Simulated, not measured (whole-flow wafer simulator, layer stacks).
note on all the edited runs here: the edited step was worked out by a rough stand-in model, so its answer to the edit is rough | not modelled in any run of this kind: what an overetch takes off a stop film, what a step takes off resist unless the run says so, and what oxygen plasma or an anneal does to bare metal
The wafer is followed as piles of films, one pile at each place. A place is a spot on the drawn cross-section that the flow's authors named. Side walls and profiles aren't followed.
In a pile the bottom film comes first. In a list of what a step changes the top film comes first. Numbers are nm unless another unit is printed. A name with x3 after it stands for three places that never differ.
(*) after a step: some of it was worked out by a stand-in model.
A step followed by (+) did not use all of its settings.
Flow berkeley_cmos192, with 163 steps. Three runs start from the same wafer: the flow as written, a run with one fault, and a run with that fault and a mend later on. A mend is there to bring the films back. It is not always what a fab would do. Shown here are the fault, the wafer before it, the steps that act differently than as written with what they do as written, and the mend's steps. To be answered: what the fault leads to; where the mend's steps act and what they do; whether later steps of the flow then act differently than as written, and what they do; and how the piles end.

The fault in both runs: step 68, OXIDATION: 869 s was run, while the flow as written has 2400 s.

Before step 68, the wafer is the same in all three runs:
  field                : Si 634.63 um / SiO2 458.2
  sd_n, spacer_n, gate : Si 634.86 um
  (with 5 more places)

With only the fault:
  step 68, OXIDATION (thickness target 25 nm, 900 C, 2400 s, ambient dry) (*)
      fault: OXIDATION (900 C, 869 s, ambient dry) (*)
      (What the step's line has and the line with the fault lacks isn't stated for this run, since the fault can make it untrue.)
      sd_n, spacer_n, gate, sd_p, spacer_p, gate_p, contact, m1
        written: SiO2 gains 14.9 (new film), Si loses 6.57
        fault: SiO2 gains 7.96 (new film), Si loses 3.5
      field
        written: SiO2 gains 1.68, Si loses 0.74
        fault: SiO2 gains 0.61, Si loses 0.27
  Later steps of the flow acting differently than as written (37 other steps are not shown; they differ only slightly, by no more than 2% or 0.5 nm, whichever is larger):
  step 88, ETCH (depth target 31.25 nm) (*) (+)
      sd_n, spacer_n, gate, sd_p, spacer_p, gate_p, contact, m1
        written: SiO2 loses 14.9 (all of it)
        fault: SiO2 loses 7.96 (all of it)
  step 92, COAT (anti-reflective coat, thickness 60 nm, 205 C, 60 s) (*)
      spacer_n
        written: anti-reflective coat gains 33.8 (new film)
        fault: anti-reflective coat gains 34.8 (new film)
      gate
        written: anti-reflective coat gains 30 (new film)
        fault: anti-reflective coat gains 31 (new film)
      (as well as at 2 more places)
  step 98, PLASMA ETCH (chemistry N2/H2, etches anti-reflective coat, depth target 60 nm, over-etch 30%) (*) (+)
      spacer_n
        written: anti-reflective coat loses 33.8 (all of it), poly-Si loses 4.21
        fault: anti-reflective coat loses 34.8 (all of it), poly-Si loses 4.12
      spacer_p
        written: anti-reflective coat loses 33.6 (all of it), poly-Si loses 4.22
        fault: anti-reflective coat loses 34.4 (all of it), poly-Si loses 4.13
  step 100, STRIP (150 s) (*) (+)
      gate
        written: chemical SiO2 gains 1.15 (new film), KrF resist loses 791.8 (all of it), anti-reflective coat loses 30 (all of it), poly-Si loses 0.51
        fault: chemical SiO2 gains 1.15 (new film), KrF resist loses 789 (all of it), anti-reflective coat loses 31 (all of it), poly-Si loses 0.51
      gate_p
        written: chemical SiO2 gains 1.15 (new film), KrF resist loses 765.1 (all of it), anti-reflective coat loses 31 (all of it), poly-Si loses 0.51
        fault: chemical SiO2 gains 1.15 (new film), KrF resist loses 763.1 (all of it), anti-reflective coat loses 31.8 (all of it), poly-Si loses 0.51
  When the end is reached, the piles differ only a little from the flow's at the places that both follow, at most by 2% or 0.5 nm, whichever is larger.

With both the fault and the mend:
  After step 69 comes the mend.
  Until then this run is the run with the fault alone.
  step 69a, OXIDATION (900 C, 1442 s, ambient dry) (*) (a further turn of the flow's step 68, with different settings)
      sd_n, spacer_n, gate, sd_p, spacer_p, gate_p, contact, m1
        SiO2 gains 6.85, Si loses 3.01
      field
        SiO2 gains 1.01, Si loses 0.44
  Later steps of the flow that are run all act as written at every place that is followed, up to a difference of at most 2% or 0.5 nm, whichever is larger.
  When the end is reached, the piles differ only a little from the flow's at the places that both follow, at most by 2% or 0.5 nm, whichever is larger.
